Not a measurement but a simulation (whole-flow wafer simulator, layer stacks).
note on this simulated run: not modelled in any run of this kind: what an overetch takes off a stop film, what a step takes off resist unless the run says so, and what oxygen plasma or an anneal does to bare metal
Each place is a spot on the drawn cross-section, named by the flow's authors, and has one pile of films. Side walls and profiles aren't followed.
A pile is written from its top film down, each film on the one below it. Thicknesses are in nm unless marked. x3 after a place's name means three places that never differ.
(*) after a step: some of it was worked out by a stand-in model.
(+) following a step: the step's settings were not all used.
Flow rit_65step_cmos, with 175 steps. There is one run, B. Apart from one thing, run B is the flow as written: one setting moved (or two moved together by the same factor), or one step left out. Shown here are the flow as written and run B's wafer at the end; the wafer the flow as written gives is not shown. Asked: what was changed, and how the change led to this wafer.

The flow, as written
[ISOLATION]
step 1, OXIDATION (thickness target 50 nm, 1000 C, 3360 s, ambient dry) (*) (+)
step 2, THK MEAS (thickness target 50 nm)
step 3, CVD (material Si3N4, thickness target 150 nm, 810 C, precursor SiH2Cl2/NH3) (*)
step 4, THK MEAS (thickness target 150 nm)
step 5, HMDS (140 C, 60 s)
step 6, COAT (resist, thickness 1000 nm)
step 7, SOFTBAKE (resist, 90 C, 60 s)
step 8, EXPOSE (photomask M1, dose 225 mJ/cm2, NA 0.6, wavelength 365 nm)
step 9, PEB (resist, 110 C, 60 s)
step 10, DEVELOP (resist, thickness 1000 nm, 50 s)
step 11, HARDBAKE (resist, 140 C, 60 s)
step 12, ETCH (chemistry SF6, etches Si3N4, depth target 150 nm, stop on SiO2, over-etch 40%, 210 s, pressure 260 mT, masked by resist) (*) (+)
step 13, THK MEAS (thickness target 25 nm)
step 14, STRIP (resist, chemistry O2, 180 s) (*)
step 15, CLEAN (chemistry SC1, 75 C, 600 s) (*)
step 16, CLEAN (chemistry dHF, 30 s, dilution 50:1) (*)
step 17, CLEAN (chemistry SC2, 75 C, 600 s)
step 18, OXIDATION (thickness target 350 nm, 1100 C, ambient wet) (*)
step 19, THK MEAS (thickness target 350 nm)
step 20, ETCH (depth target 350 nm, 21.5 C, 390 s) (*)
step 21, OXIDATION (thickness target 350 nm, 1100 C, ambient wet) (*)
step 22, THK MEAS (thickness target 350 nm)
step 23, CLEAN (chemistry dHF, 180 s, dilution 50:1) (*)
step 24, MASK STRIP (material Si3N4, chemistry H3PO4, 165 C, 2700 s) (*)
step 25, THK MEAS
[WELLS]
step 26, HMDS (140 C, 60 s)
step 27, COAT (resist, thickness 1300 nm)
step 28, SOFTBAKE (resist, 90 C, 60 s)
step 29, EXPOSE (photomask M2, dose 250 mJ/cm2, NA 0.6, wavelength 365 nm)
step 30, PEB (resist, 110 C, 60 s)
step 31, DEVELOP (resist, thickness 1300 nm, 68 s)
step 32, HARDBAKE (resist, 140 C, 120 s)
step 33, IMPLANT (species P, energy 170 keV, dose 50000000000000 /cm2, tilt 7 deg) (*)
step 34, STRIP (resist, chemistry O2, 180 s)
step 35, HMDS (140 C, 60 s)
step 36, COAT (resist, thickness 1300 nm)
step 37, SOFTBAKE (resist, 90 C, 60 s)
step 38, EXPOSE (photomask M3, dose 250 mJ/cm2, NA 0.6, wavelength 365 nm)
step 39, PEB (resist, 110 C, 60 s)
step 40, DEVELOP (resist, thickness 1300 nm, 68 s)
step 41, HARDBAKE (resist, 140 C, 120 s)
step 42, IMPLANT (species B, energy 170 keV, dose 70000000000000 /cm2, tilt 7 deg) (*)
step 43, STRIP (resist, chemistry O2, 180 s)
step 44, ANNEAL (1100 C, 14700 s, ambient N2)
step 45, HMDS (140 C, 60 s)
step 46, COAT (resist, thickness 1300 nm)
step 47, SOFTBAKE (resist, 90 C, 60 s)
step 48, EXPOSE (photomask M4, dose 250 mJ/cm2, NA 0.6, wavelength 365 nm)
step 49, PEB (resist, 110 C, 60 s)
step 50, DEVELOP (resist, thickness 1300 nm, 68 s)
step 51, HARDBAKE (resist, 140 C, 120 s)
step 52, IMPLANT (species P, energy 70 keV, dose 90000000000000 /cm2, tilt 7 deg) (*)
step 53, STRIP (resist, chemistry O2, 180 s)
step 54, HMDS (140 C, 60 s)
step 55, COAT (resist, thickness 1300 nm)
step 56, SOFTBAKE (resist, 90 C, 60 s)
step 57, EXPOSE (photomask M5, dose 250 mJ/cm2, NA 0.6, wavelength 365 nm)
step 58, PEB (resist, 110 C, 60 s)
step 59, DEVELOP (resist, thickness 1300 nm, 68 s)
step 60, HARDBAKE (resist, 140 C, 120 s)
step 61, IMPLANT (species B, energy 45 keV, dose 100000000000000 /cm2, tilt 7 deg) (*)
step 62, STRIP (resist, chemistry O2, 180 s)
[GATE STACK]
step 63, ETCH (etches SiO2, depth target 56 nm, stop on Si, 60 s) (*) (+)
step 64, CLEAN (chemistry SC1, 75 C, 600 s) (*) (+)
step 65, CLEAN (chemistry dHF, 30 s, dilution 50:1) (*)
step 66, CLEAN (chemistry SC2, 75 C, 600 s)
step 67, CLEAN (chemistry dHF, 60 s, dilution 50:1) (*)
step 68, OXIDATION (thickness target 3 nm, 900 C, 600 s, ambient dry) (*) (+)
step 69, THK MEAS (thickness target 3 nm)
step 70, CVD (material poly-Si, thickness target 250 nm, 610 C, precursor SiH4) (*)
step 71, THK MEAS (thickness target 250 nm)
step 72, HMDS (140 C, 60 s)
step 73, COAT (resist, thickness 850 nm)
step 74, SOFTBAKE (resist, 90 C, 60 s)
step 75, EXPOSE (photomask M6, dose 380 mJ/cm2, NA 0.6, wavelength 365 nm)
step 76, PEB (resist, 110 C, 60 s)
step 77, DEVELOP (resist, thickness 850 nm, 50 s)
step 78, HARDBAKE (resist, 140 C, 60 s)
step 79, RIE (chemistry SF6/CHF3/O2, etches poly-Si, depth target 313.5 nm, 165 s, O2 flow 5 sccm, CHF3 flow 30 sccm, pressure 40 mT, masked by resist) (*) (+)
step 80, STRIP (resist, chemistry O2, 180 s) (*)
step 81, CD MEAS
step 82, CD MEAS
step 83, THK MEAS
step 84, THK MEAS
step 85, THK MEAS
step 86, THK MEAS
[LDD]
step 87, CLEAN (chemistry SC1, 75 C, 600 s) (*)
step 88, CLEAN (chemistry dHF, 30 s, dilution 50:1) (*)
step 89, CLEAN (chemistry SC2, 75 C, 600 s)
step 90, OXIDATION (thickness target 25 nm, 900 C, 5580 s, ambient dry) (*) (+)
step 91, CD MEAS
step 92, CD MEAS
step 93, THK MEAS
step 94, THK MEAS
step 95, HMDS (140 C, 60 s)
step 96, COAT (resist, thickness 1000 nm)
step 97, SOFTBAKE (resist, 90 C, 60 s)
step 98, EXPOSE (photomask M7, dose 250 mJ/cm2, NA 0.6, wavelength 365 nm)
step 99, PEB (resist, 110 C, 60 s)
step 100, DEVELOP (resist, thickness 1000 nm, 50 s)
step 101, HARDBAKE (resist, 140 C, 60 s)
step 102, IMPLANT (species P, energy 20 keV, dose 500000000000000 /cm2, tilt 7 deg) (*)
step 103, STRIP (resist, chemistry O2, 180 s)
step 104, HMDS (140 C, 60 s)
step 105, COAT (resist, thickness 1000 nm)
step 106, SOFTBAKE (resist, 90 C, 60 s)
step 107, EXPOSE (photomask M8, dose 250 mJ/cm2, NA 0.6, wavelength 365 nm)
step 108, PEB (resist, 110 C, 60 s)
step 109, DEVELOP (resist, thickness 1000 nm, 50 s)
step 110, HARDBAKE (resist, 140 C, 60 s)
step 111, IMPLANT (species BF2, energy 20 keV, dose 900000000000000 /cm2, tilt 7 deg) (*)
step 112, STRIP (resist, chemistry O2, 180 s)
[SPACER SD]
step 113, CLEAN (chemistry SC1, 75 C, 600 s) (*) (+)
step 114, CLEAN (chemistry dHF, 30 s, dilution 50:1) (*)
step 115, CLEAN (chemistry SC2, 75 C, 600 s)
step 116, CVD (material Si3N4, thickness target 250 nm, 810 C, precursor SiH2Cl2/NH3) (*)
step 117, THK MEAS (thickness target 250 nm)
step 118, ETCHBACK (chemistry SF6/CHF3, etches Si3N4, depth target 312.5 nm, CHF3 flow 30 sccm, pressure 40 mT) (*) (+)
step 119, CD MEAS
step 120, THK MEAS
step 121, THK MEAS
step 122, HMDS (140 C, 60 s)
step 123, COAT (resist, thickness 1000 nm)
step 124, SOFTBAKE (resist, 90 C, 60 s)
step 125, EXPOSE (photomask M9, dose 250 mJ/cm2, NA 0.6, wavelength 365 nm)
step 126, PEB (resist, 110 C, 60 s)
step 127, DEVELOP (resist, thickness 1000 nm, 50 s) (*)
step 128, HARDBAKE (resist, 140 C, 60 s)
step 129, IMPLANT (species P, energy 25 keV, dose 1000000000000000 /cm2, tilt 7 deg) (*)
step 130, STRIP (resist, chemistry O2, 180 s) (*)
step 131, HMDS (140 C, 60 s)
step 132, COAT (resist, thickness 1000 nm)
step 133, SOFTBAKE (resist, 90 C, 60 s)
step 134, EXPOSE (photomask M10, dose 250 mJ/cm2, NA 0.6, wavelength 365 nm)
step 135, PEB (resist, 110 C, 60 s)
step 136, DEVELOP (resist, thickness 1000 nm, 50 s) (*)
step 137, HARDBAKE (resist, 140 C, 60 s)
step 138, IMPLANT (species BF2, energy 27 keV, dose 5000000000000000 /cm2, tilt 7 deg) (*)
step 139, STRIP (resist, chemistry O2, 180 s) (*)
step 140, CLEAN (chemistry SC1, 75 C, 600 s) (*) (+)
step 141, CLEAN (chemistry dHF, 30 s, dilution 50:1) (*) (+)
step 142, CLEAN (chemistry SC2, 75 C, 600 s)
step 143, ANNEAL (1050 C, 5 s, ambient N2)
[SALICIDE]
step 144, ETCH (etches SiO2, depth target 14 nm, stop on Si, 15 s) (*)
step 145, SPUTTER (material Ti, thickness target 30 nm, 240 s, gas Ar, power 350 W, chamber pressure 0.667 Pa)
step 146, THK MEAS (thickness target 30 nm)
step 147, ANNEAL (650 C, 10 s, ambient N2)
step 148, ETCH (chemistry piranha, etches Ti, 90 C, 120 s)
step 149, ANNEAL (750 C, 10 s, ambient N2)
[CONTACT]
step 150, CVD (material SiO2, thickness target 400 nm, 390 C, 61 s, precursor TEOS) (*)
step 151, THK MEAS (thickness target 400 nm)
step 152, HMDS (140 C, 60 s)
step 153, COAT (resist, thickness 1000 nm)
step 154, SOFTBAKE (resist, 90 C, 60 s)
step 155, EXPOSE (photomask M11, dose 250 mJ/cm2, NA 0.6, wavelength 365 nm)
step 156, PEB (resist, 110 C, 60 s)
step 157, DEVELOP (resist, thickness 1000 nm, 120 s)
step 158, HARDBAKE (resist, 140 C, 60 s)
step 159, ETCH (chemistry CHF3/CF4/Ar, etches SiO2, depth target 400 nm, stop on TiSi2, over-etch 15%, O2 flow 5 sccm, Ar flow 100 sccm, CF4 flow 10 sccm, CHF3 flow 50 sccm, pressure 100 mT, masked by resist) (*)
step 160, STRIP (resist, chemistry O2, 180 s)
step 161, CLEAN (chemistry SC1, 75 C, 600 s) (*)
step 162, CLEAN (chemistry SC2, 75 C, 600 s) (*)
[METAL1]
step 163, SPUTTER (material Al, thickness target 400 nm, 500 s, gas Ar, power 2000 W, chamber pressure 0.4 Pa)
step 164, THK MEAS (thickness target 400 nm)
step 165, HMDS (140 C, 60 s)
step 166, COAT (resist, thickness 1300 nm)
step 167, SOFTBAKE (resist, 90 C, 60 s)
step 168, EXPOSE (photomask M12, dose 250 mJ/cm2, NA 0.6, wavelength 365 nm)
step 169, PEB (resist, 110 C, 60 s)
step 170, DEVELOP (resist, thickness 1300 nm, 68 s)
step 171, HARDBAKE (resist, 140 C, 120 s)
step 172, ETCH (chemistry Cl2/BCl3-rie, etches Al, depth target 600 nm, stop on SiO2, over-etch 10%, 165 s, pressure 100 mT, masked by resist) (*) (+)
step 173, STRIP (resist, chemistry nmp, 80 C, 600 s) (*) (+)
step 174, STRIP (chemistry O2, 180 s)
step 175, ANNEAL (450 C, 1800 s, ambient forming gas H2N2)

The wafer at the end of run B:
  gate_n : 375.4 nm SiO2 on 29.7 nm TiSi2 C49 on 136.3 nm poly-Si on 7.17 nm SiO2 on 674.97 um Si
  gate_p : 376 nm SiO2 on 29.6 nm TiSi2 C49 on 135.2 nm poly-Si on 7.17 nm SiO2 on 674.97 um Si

What caused this: step 145, SPUTTER: 132 s was run, while the flow as written has 240 s.

How this came from the change, step by step:
  step 145, SPUTTER (material Ti, thickness target 30 nm, 240 s, gas Ar, power 350 W, chamber pressure 0.667 Pa)
      field, field_pw, field_nw, field_p, spacer, spacer_p: Ti gains 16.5 (new film) (it would be, as written: Ti gains 30 (new film))
      gate_n: Ti gains 15 (new film) (it would be, as written: Ti gains 27.3 (new film))
      (and at 1 other place as well)
  step 147, ANNEAL (650 C, 10 s, ambient N2)
      gate_n: Ti loses 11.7, TiSi2 C49 gains 29.8 (new film), poly-Si loses 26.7 (it would be, as written: Ti loses 21.3, TiSi first gains 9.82 (new film), TiSi2 C49 gains 39.5 (new film), poly-Si loses 41.9)
      gate_p: Ti loses 11.7, TiSi2 C49 gains 29.7 (new film), poly-Si loses 26.6 (it would be, as written: Ti loses 21.2, TiSi first gains 9.56 (new film), TiSi2 C49 gains 39.6 (new film), poly-Si loses 41.9)
  step 148, ETCH (chemistry piranha, etches Ti, 90 C, 120 s)
      gate_n: Ti loses 3.31 (all of it), TiSi2 C49 loses 0.11 (it would be, as written: Ti loses 6 (all of it), TiSi first loses 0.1)
      gate_p: Ti loses 3.3 (all of it), TiSi2 C49 loses 0.11 (it would be, as written: Ti loses 5.97 (all of it), TiSi first loses 0.1)
      (and at 6 other places as well)
  step 149, ANNEAL (750 C, 10 s, ambient N2)
      gate_n: nothing (it would be, as written: TiSi2 gains 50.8 (new film), TiSi first loses 9.72 (all of it), TiSi2 C49 loses 39.5 (all of it), poly-Si loses 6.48)
      gate_p: nothing (it would be, as written: TiSi2 gains 50.6 (new film), TiSi first loses 9.46 (all of it), TiSi2 C49 loses 39.6 (all of it), poly-Si loses 6.31)
